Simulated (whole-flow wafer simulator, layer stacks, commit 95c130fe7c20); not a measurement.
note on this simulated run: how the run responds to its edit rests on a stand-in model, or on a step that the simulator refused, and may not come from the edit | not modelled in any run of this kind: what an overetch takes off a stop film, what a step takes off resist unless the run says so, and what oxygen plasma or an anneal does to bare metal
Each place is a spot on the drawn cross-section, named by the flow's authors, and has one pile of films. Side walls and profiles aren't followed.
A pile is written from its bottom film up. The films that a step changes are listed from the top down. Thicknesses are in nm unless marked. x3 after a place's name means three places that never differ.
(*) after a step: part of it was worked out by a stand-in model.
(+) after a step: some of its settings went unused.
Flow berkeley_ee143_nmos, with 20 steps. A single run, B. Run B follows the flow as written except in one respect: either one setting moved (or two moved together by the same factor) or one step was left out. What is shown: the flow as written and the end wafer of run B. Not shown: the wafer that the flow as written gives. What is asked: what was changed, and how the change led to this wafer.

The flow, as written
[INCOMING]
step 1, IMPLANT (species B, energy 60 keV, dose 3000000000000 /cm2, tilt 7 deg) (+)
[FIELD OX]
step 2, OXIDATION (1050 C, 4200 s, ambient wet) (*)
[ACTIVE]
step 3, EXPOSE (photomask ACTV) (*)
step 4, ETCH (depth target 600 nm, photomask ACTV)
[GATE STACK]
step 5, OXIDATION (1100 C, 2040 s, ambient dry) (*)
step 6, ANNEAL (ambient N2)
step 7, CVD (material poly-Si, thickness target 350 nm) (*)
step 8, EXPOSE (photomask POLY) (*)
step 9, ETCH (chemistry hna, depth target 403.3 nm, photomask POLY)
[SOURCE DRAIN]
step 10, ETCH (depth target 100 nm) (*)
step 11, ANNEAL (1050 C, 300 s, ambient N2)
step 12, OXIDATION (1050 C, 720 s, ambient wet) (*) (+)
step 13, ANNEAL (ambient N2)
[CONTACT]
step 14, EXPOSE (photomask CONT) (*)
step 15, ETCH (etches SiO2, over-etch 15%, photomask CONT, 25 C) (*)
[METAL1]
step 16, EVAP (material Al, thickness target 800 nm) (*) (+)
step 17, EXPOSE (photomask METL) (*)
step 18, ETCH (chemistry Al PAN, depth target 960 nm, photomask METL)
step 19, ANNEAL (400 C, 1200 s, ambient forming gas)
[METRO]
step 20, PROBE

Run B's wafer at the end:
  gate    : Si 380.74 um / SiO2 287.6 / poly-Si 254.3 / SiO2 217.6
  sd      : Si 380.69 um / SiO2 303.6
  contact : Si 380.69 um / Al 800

What caused this: step 4, ETCH: depth target 300 nm was run, whereas the flow has depth target 600 nm.

The path from the change to this, step by step:
  step 4, ETCH (depth target 600 nm, photomask ACTV)
      gate, sd, contact: -300 SiO2 (it would be, as written: -566.4 SiO2 (all of it))
  step 5, OXIDATION (1100 C, 2040 s, ambient dry) (*)
      gate, sd, contact: +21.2 SiO2, -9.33 Si (it would be, as written: +79.7 SiO2 (new film), -35.1 Si)
  step 10, ETCH (depth target 100 nm) (*)
      sd, contact: -100 SiO2 (it would be, as written: -79.7 SiO2 (all of it))
  step 12, OXIDATION (1050 C, 720 s, ambient wet) (*) (+)
      sd, contact: +116 SiO2, -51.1 Si (it would be, as written: +189.4 SiO2 (new film), -83.4 Si)
  step 15, ETCH (etches SiO2, over-etch 15%, photomask CONT, 25 C) (*)
      contact: -303.6 SiO2 (all of it) (it would be, as written: -189.4 SiO2 (all of it))
